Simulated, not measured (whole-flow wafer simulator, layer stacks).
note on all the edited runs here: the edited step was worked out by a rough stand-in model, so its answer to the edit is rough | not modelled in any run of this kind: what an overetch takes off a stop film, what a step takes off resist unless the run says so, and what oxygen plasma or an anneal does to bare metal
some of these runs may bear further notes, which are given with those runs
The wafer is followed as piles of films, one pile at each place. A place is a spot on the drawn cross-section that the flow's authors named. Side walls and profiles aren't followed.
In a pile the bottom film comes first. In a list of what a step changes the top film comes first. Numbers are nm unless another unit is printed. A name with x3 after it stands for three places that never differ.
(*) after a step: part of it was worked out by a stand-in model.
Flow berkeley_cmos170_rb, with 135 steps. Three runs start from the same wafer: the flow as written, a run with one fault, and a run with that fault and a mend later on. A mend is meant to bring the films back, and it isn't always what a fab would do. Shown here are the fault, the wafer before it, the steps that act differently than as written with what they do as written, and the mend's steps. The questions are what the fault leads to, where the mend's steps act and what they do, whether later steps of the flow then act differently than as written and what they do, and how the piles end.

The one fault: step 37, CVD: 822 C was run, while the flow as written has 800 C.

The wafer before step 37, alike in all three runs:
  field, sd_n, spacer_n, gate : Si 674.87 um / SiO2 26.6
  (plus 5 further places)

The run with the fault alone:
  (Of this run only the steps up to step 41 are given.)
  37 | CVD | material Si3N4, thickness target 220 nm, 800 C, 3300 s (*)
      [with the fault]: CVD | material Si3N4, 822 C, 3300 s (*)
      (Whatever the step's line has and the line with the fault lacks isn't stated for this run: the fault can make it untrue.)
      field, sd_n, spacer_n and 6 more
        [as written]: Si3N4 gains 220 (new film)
        [with the fault]: Si3N4 gains 287.6 (new film)
  Later steps of the flow up to step 41 that are run all act as written at every place that is followed.
  Once step 41 is done, the piles at field, sd_n, spacer_n and 6 more depart from the flow's by more than 2% or 0.5 nm, whichever is larger.
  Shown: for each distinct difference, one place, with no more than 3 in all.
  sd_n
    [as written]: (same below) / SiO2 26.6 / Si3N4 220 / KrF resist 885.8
    [with the fault]: (same below) / SiO2 26.6 / Si3N4 287.6 / KrF resist 885.8
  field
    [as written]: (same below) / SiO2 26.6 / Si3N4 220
    [with the fault]: (same below) / SiO2 26.6 / Si3N4 287.6

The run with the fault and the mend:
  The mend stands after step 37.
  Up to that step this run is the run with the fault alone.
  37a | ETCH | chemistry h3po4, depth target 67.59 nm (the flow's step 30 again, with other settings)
      field, sd_n, spacer_n and 6 more
        Si3N4 loses 67.6
  Later steps of the flow that are run all act as written at every place that is followed.
  The piles end the same as the flow's at every place that both follow.
